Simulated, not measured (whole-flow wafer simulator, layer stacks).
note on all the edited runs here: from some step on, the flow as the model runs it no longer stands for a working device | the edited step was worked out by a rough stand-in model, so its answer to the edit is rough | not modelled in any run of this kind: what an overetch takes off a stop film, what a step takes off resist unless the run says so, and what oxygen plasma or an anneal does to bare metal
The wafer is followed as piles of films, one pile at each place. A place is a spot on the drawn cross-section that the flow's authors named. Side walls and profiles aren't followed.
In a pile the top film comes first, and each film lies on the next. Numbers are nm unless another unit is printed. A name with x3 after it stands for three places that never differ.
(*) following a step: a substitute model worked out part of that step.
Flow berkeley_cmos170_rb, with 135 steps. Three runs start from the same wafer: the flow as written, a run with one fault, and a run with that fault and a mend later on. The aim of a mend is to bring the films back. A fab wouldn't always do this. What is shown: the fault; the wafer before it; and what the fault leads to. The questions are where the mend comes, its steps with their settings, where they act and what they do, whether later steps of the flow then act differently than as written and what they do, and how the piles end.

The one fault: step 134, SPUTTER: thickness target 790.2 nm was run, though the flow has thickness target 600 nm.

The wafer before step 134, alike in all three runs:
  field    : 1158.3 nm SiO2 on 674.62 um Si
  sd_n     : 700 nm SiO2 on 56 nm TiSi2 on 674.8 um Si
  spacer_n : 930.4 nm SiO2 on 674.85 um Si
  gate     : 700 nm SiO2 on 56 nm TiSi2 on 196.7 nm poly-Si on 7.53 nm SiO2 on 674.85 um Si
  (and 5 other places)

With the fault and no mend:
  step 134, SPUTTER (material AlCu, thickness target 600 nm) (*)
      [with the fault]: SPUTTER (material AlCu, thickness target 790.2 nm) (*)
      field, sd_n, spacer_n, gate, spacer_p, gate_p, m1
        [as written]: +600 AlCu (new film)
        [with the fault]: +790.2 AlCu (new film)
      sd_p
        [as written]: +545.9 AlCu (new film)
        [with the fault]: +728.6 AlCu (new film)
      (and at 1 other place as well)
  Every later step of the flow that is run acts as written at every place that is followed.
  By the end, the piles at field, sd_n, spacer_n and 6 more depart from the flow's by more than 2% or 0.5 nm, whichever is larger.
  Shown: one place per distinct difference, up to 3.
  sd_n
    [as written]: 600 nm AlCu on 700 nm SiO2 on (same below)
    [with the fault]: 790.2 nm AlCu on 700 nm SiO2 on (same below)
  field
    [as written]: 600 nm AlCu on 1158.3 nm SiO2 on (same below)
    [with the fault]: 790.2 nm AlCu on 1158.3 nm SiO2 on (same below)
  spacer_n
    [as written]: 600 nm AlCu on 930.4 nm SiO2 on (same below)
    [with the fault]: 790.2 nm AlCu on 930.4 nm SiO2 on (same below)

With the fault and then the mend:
  The mend stands after step 134.
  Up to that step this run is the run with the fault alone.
  step 134a, ETCH (chemistry al pan, depth target 909.2 nm)
      field, sd_n, spacer_n, gate, spacer_p, gate_p, m1
        -790.2 AlCu (all of it)
      sd_p
        -728.6 AlCu (all of it)
      contact
        -538.4 AlCu (all of it)
  step 134b, SPUTTER (material AlCu, thickness target 600 nm) (*) (the flow's step 134 again)
      field, sd_n, spacer_n, gate, spacer_p, gate_p, m1
        +600 AlCu (new film)
      sd_p
        +545.9 AlCu (new film)
      contact
        +415.1 AlCu (new film)
  Every later step of the flow that is run acts as written at every place that is followed.
  At every place that both follow, the piles at the end match the flow's.
